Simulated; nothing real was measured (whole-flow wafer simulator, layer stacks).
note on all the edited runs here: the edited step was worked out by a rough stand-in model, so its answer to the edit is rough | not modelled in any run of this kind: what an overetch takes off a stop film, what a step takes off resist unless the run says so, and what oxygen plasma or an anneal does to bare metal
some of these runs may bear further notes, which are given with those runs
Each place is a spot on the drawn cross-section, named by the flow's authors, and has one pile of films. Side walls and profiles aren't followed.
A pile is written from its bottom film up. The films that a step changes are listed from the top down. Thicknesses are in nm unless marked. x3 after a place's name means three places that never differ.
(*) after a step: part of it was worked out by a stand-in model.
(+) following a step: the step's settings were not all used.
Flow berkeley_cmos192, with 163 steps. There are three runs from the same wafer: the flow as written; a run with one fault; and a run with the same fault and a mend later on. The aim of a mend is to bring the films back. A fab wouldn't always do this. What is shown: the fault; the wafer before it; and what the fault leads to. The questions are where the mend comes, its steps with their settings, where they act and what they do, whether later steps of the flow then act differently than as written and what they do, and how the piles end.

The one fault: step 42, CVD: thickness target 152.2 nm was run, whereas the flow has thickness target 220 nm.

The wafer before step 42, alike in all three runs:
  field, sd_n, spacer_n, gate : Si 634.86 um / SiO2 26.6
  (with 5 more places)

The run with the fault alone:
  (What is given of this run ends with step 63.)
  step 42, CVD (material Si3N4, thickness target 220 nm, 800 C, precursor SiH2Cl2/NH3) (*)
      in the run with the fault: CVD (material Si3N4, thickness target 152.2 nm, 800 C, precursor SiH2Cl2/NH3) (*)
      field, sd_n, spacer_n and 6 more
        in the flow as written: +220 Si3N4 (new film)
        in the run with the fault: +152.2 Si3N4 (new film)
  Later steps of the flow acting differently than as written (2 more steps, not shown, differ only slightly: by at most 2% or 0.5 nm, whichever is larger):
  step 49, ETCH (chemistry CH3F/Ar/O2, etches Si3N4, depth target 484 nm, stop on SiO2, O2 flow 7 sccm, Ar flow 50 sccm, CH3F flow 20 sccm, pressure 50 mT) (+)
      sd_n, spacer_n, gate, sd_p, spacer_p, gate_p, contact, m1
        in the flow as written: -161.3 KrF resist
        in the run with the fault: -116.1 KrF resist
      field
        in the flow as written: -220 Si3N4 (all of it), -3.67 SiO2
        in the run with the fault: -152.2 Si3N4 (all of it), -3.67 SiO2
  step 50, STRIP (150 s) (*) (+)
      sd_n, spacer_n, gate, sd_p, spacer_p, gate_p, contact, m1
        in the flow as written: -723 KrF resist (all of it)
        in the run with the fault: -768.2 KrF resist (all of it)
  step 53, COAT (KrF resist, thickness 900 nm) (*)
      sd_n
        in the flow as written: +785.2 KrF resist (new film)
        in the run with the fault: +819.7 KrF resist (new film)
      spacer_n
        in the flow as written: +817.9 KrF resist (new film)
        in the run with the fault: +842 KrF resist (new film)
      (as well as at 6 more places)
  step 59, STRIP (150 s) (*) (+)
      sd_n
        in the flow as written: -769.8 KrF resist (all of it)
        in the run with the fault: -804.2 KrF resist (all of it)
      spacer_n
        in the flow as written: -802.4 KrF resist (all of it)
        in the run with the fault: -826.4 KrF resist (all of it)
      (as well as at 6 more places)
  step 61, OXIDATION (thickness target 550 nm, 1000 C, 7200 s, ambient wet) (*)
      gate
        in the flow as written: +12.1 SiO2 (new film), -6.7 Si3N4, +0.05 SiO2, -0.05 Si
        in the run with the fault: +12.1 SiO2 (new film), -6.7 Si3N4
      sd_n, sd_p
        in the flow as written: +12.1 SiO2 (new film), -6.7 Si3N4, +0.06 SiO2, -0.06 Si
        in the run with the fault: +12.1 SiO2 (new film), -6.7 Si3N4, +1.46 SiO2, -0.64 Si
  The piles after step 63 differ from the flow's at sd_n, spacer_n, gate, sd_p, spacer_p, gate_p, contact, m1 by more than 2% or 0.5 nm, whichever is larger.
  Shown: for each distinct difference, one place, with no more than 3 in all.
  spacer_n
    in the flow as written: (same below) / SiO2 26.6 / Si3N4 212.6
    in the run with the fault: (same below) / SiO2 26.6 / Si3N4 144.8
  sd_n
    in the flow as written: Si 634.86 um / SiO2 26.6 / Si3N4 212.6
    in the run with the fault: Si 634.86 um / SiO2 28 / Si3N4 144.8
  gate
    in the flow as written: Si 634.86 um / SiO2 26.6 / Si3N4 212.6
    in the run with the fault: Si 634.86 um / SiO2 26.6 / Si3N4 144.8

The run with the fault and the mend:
  The mend stands after step 42.
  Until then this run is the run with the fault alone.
  step 42a, CVD (material Si3N4, thickness target 67.76 nm, 800 C, precursor SiH2Cl2/NH3) (*) (the flow's step 42, run once more with other settings)
      field, sd_n, spacer_n and 6 more
        +67.8 Si3N4
  None of the later steps of the flow differs from how it acts as written, at any place that is followed, by more than 2% or 0.5 nm, whichever is larger.
  By the end, the piles equal the flow's at every place that both follow.
